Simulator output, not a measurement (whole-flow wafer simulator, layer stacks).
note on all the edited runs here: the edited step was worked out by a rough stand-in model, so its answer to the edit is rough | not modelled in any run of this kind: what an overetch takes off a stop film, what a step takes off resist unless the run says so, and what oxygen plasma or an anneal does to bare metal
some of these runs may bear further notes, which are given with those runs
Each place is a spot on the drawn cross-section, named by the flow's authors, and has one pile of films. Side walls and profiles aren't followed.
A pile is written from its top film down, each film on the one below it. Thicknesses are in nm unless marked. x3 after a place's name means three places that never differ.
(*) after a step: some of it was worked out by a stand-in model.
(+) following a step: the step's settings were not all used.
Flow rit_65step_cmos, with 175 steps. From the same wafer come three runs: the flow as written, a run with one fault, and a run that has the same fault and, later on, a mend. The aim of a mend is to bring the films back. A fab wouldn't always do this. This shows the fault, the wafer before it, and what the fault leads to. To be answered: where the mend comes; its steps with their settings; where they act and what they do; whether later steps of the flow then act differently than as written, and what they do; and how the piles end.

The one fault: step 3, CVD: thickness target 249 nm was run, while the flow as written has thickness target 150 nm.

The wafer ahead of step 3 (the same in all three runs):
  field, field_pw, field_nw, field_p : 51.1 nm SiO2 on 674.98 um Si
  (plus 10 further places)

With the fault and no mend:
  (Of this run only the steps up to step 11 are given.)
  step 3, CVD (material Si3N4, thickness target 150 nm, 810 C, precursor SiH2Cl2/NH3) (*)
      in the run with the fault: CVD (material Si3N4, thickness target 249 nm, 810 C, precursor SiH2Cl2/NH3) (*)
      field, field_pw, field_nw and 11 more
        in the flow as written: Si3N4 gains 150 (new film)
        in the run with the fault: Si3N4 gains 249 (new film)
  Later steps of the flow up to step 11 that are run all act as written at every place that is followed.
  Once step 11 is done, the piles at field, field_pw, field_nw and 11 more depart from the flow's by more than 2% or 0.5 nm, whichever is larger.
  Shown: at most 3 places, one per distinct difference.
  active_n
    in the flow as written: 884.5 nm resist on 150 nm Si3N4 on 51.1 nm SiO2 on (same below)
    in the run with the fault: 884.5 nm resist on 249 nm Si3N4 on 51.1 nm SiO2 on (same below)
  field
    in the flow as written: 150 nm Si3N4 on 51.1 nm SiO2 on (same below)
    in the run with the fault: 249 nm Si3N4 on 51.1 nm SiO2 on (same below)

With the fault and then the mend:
  The mend follows step 4.
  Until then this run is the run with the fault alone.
  step 4a, ETCHBACK (chemistry SF6/CHF3, etches Si3N4, depth target 99 nm, CHF3 flow 30 sccm, pressure 40 mT) (*) (+)
      field, field_pw, field_nw and 11 more
        Si3N4 loses 99
  Later steps of the flow that are run all act as written at every place that is followed.
  By the end, the piles equal the flow's at every place that both follow.
